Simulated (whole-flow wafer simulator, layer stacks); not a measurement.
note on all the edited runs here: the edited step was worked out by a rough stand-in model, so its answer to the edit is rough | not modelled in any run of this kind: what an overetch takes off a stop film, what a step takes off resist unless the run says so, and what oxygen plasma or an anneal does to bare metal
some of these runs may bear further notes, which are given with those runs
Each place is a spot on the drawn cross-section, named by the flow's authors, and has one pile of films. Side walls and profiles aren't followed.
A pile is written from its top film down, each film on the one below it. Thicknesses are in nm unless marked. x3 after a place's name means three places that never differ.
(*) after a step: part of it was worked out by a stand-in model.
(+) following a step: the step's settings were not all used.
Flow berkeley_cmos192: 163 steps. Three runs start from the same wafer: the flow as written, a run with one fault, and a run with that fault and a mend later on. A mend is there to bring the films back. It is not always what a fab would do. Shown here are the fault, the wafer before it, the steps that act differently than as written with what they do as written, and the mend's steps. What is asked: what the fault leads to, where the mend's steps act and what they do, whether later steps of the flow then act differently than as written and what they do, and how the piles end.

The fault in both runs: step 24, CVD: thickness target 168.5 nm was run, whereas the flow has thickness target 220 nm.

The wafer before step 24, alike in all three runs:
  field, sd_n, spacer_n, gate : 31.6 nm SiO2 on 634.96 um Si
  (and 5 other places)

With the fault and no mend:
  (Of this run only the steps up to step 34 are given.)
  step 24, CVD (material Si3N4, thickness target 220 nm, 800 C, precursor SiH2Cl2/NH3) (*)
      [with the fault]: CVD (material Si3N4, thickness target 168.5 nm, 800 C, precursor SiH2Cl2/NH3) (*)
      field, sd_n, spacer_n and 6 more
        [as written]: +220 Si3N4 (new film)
        [with the fault]: +168.5 Si3N4 (new film)
  Later steps of the flow acting differently than as written:
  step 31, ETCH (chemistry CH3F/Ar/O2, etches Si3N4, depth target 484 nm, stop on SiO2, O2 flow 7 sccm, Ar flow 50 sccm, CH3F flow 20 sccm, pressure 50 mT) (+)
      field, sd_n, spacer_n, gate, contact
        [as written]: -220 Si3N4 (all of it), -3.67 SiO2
        [with the fault]: -168.5 Si3N4 (all of it), -3.67 SiO2
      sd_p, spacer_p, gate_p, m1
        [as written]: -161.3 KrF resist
        [with the fault]: -127 KrF resist
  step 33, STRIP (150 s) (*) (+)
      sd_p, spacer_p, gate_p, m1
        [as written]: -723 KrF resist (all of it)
        [with the fault]: -757.4 KrF resist (all of it)
  The piles after step 34 differ from the flow's at sd_p, spacer_p, gate_p, m1 by more than 2% or 0.5 nm, whichever is larger.
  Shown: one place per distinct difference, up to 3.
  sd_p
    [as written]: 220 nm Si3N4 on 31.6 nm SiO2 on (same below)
    [with the fault]: 168.5 nm Si3N4 on 31.6 nm SiO2 on (same below)

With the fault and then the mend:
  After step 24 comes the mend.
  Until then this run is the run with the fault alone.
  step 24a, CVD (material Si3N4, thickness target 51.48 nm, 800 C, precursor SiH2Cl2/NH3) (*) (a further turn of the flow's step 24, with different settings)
      field, sd_n, spacer_n and 6 more
        +51.5 Si3N4
  Later steps of the flow that are run all act as written at every place that is followed.
  By the end, the piles equal the flow's at every place that both follow.
